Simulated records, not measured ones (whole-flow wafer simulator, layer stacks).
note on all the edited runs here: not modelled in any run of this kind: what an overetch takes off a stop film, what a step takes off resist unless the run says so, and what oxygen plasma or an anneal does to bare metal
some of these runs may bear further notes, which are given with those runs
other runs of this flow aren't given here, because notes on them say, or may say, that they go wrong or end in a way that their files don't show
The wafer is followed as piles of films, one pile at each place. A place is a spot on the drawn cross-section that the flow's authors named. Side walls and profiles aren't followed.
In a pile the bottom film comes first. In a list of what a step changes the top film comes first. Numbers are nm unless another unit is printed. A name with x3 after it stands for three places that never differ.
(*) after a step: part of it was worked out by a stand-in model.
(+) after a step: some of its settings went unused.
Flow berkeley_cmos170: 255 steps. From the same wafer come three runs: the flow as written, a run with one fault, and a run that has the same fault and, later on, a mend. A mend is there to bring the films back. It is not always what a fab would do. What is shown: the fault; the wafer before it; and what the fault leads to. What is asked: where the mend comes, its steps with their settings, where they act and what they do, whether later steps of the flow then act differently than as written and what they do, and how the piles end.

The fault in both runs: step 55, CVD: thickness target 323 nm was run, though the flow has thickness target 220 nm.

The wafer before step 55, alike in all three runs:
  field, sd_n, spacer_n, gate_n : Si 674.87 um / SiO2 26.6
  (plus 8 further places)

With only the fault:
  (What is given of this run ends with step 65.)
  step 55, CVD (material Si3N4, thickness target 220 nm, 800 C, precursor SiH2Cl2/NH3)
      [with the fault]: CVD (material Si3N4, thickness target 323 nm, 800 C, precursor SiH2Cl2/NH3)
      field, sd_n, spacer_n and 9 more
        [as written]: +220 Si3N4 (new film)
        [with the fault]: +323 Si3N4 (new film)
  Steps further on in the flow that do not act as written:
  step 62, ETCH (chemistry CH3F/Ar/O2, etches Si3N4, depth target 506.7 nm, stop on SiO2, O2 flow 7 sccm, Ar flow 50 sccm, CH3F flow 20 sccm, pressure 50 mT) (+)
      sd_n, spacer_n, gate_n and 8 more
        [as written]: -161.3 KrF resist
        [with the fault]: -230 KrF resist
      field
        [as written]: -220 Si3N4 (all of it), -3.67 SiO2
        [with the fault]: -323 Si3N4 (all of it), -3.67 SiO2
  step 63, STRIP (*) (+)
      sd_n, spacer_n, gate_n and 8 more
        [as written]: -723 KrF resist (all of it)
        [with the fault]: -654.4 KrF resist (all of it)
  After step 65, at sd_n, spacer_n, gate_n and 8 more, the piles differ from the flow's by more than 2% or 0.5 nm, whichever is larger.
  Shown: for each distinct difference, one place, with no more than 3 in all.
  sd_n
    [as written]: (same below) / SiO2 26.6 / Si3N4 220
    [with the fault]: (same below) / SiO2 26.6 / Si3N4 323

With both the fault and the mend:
  After step 55 comes the mend.
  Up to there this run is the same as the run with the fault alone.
  step 55a, ETCH (chemistry h3po4, depth target 103 nm)
      field, sd_n, spacer_n and 9 more
        -103 Si3N4
  None of the later steps of the flow acts differently than as written at any place that is followed.
  By the end, the piles equal the flow's at every place that both follow.
